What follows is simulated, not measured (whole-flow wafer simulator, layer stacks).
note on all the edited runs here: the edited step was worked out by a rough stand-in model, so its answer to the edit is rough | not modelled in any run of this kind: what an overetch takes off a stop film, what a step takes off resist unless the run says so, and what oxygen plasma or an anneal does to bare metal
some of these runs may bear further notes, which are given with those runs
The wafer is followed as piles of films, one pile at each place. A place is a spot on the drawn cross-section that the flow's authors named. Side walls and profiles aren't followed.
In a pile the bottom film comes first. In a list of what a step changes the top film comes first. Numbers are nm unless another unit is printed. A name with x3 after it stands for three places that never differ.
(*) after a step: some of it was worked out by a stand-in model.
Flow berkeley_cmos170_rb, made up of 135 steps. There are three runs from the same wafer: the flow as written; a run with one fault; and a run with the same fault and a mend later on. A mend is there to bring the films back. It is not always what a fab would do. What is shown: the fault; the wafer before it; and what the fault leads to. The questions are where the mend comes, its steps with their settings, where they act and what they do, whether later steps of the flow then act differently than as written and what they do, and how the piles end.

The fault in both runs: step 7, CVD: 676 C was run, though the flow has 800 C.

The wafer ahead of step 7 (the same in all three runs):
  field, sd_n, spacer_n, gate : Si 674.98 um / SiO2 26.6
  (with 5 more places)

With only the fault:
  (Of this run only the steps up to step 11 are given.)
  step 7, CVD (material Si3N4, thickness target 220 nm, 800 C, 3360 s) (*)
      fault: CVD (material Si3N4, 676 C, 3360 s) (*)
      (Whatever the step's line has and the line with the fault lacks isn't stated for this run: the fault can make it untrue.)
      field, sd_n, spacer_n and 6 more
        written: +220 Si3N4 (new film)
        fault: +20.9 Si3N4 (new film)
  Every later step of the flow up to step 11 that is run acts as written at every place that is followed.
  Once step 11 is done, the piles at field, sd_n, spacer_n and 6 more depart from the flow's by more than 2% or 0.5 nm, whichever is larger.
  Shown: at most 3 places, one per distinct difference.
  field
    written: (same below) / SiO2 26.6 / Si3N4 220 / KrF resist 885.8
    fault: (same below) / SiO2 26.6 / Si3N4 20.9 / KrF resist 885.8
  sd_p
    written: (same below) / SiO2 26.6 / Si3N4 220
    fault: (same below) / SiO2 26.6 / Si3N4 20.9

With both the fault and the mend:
  The mend follows step 7.
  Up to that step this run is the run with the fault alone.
  step 7a, ETCH (chemistry h3po4, depth target 23.99 nm)
      field, sd_n, spacer_n and 6 more
        -20.9 Si3N4 (all of it)
  step 7b, CLEAN (*) (a further turn of the flow's step 1)
      does not change any film at any place that is followed
  step 7c, CVD (material Si3N4, thickness target 220 nm, 800 C, 3360 s) (*) (a further turn of the flow's step 7)
      field, sd_n, spacer_n and 6 more
        +220 Si3N4 (new film)
  Every later step of the flow that is run acts as written at every place that is followed.
  At every place that both follow, the piles at the end match the flow's.
